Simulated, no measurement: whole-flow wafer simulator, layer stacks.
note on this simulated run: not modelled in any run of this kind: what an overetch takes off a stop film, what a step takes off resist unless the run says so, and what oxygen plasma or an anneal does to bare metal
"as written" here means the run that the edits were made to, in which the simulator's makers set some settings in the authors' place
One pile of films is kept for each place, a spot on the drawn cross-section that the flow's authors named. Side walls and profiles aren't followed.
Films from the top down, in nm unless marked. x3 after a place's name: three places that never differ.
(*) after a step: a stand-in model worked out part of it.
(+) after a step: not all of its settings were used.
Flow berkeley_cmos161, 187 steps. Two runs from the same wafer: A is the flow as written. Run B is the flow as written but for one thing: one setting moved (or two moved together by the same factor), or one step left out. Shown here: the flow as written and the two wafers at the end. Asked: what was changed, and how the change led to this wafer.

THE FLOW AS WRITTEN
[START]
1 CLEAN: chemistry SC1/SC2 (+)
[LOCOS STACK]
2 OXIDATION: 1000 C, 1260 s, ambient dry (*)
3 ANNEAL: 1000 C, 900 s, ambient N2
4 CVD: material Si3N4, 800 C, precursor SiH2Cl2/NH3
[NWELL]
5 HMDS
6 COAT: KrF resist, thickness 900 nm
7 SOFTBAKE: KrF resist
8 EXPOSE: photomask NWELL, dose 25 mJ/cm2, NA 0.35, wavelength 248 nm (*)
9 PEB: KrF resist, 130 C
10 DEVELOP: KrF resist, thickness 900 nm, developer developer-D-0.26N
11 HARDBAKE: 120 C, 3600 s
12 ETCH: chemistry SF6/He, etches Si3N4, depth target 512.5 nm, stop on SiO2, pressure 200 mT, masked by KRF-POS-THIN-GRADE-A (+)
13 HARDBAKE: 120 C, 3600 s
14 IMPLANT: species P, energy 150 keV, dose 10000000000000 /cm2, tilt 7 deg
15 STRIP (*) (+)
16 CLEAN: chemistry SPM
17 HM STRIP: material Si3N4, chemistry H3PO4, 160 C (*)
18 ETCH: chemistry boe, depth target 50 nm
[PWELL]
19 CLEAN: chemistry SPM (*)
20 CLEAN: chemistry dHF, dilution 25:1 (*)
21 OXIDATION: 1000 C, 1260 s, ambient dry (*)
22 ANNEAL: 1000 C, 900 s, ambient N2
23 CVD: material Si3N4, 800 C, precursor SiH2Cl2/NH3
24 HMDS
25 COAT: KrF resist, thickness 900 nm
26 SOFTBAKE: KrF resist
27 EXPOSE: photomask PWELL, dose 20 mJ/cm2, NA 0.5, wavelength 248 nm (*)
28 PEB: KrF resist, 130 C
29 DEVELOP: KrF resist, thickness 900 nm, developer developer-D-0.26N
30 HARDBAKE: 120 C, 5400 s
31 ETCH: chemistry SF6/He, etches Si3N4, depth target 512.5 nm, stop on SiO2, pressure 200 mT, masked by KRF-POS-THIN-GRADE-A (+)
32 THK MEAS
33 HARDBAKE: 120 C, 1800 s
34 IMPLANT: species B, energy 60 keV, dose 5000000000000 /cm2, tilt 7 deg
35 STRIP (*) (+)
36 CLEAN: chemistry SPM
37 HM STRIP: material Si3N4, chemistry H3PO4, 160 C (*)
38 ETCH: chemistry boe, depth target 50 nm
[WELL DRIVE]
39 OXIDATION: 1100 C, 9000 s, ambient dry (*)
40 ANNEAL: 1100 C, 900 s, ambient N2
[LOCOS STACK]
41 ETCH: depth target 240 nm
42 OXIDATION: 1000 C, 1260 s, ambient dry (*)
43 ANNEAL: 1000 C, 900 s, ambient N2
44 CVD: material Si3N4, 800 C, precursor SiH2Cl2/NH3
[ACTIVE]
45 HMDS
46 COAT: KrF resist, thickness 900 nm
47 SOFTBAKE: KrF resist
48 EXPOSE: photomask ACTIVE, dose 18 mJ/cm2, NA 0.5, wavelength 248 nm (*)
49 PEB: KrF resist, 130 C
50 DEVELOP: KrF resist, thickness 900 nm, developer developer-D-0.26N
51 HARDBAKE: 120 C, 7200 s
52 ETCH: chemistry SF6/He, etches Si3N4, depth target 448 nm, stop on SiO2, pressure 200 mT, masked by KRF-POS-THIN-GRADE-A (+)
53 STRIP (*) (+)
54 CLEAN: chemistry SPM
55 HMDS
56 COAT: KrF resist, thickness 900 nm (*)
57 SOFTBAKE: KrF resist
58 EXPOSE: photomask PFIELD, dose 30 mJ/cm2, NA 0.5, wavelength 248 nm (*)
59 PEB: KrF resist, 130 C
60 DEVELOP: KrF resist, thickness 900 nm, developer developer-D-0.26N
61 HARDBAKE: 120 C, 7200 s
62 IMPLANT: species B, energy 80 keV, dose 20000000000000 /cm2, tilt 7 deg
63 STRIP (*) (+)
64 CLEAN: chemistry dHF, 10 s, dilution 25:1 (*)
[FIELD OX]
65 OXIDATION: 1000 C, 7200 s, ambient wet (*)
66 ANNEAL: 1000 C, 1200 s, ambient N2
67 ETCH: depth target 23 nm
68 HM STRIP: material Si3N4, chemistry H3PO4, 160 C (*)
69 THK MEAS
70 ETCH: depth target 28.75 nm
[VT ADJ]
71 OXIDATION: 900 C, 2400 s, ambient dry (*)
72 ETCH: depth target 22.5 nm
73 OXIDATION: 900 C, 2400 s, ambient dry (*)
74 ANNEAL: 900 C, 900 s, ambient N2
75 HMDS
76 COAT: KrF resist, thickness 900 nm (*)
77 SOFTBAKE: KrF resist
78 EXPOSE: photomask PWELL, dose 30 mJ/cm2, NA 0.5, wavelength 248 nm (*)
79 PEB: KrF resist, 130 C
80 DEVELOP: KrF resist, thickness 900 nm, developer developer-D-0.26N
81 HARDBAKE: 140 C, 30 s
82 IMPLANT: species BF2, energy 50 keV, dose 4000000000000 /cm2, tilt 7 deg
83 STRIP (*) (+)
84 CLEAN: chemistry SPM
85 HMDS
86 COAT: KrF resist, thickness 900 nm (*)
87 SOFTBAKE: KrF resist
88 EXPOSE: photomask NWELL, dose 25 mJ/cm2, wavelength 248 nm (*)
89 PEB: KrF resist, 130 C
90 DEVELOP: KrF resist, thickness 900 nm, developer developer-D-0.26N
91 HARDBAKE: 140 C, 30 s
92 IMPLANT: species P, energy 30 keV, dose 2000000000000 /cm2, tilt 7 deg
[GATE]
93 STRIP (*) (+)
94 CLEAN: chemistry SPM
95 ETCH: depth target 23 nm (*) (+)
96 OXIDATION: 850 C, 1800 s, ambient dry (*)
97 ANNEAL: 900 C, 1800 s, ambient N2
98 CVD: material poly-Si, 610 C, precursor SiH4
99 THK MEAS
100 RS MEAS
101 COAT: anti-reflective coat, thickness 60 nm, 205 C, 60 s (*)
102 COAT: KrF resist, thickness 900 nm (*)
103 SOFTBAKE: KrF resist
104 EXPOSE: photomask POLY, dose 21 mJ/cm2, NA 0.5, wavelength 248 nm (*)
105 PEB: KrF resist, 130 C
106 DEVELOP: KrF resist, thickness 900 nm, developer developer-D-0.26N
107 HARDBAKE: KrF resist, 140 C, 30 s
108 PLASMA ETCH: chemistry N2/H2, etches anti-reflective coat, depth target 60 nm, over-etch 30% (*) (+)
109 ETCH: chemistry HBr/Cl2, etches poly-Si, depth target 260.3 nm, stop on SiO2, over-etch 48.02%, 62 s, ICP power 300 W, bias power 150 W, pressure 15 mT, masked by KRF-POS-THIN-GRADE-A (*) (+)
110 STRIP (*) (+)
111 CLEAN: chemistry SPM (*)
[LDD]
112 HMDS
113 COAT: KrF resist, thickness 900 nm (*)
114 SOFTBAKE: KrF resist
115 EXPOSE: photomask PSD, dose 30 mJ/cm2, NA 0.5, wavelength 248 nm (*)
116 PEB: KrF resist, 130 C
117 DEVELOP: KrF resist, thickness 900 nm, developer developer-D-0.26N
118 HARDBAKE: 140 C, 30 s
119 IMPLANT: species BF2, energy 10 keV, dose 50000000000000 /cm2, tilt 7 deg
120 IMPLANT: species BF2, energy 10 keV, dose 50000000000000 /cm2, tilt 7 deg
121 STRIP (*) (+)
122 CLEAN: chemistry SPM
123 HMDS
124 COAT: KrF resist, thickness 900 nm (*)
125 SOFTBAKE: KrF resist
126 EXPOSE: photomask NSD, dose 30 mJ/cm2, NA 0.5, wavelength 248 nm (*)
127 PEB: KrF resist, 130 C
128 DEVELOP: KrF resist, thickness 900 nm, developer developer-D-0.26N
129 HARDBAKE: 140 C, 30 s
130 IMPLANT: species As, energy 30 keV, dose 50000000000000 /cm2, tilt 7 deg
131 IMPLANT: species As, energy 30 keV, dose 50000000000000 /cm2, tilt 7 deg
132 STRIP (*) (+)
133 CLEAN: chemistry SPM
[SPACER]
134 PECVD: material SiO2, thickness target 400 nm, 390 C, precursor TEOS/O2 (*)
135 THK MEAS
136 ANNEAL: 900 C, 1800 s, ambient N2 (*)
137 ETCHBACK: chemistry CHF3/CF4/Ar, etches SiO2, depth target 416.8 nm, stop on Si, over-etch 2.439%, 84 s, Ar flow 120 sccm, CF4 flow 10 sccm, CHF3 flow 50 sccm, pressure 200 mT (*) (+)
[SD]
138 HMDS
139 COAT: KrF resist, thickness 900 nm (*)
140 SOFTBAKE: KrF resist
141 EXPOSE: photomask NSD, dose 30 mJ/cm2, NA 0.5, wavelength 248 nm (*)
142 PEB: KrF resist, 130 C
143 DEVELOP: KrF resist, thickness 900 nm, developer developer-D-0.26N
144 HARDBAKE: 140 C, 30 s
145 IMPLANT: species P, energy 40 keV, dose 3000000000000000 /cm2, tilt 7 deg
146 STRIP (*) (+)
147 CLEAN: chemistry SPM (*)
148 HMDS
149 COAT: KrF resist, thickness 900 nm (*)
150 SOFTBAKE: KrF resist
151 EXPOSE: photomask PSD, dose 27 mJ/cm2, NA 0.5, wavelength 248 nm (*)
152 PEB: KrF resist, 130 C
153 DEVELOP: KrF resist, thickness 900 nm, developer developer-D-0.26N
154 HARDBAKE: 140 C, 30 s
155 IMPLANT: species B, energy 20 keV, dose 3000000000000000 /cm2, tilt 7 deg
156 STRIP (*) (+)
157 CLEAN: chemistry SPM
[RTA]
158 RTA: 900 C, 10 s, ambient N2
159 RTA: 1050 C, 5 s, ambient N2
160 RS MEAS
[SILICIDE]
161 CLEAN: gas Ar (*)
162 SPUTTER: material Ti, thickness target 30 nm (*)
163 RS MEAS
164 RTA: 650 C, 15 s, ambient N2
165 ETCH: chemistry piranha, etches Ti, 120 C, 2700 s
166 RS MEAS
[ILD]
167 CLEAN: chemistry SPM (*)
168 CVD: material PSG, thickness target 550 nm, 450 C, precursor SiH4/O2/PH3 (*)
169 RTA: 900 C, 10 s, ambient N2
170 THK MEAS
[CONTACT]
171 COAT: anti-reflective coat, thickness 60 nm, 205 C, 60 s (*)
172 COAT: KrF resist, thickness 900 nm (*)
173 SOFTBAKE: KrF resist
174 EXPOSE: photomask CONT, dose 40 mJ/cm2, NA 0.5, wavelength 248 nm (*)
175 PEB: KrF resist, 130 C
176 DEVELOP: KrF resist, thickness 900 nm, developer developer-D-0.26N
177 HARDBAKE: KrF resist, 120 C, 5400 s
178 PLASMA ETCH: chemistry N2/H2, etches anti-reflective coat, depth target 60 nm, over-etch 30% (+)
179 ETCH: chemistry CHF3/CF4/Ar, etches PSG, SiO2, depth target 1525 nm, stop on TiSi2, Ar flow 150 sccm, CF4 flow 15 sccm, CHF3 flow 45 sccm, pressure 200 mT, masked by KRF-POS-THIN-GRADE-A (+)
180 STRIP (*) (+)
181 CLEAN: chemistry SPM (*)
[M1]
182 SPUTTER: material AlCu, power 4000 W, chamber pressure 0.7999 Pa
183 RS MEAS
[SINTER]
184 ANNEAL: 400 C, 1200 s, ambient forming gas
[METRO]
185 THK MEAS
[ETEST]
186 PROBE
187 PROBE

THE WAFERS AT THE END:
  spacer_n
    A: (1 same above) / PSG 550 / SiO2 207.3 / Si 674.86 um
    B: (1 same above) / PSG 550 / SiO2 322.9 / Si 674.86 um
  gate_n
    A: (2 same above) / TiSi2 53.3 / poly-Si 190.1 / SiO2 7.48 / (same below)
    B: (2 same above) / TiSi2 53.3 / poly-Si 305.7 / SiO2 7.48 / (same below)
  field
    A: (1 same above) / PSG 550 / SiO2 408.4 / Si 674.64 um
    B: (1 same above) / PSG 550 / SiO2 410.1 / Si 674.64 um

The cause: step 98, CVD: 631 C was run, where the flow has 610 C.

How the change led to this, step by step:
  98 CVD: material poly-Si, 610 C, precursor SiH4
      field, sd_n, spacer_n and 6 more: A poly-Si +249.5 (new film) | B poly-Si +365.1 (new film)
  101 COAT: anti-reflective coat, thickness 60 nm, 205 C, 60 s (*)
      field: A anti-reflective coat +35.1 (new film) | B anti-reflective coat +36.4 (new film)
      sd_n: A anti-reflective coat +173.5 (new film) | B anti-reflective coat +181.1 (new film)
      (and at 1 more place)
  108 PLASMA ETCH: chemistry N2/H2, etches anti-reflective coat, depth target 60 nm, over-etch 30% (*) (+)
      field: A anti-reflective coat -35.1 (all of it), poly-Si -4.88 | B anti-reflective coat -36.4 (all of it), poly-Si -5.1
      sd_n: A anti-reflective coat -173.5 (all of it), poly-Si -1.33 | B anti-reflective coat -181.1 (all of it), poly-Si -1.39
      (and at 1 more place)
  109 ETCH: chemistry HBr/Cl2, etches poly-Si, depth target 260.3 nm, stop on SiO2, over-etch 48.02%, 62 s, ICP power 300 W, bias power 150 W, pressure 15 mT, masked by KRF-POS-THIN-GRADE-A (*) (+)
      field: A poly-Si -244.6 (all of it), SiO2 -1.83 | B poly-Si -360 (all of it), SiO2 -0.13
      sd_n: A poly-Si -248.1 (all of it), SiO2 -1.56 | B poly-Si -363.7 (all of it), SiO2 -0.11
      (and at 5 more places)
  113 COAT: KrF resist, thickness 900 nm (*)
      gate_n: A KrF resist +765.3 (new film) | B KrF resist +672.4 (new film)
      gate_p: A KrF resist +760.9 (new film) | B KrF resist +668.1 (new film)
  117 DEVELOP: KrF resist, thickness 900 nm, developer developer-D-0.26N
      gate_p: A KrF resist -759.7 (all of it) | B KrF resist -667.1 (all of it)
  118 HARDBAKE: 140 C, 30 s
      gate_n: A KrF resist -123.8 | B KrF resist -108.6
  121 STRIP (*) (+)
      gate_n: A KrF resist -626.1 (all of it), chemical SiO2 +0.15 | B KrF resist -548.6 (all of it), chemical SiO2 +0.15, poly-Si -0.07
  124 COAT: KrF resist, thickness 900 nm (*)
      gate_n: A KrF resist +765.2 (new film) | B KrF resist +672.3 (new film)
      gate_p: A KrF resist +760.8 (new film) | B KrF resist +668 (new film)
  128 DEVELOP: KrF resist, thickness 900 nm, developer developer-D-0.26N
      gate_n: A KrF resist -764.1 (all of it) | B KrF resist -671.3 (all of it)
  129 HARDBAKE: 140 C, 30 s
      gate_p: A KrF resist -123 | B KrF resist -107.8
  132 STRIP (*) (+)
      gate_p: A KrF resist -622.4 (all of it), chemical SiO2 +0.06 | B KrF resist -544.9 (all of it), chemical SiO2 +0.06, poly-Si -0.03
  137 ETCHBACK: chemistry CHF3/CF4/Ar, etches SiO2, depth target 416.8 nm, stop on Si, over-etch 2.439%, 84 s, Ar flow 120 sccm, CF4 flow 10 sccm, CHF3 flow 50 sccm, pressure 200 mT (*) (+)
      spacer_n, spacer_p: A SiO2 -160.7 | B SiO2 -45.7
  139 COAT: KrF resist, thickness 900 nm (*)
      spacer_n: A KrF resist +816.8 (new film) | B KrF resist +734.4 (new film)
      gate_n: A KrF resist +780.8 (new film) | B KrF resist +701 (new film)
      (and at 2 more places)
  143 DEVELOP: KrF resist, thickness 900 nm, developer developer-D-0.26N
      spacer_n: A KrF resist -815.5 (all of it) | B KrF resist -733.2 (all of it)
      gate_n: A KrF resist -779.6 (all of it) | B KrF resist -700 (all of it)
  144 HARDBAKE: 140 C, 30 s
      spacer_p: A KrF resist -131 | B KrF resist -117.6
      gate_p: A KrF resist -125.1 | B KrF resist -112.2
  ... 7 more steps ...
  180 STRIP (*) (+)
      spacer_n: A KrF resist -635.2 (all of it), anti-reflective coat -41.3 (all of it) | B KrF resist -552.8 (all of it), anti-reflective coat -36.9 (all of it)
      gate_n: A KrF resist -589.4 (all of it), anti-reflective coat -46.1 (all of it) | B KrF resist -517.4 (all of it), anti-reflective coat -33.5 (all of it)
      (and at 3 more places)
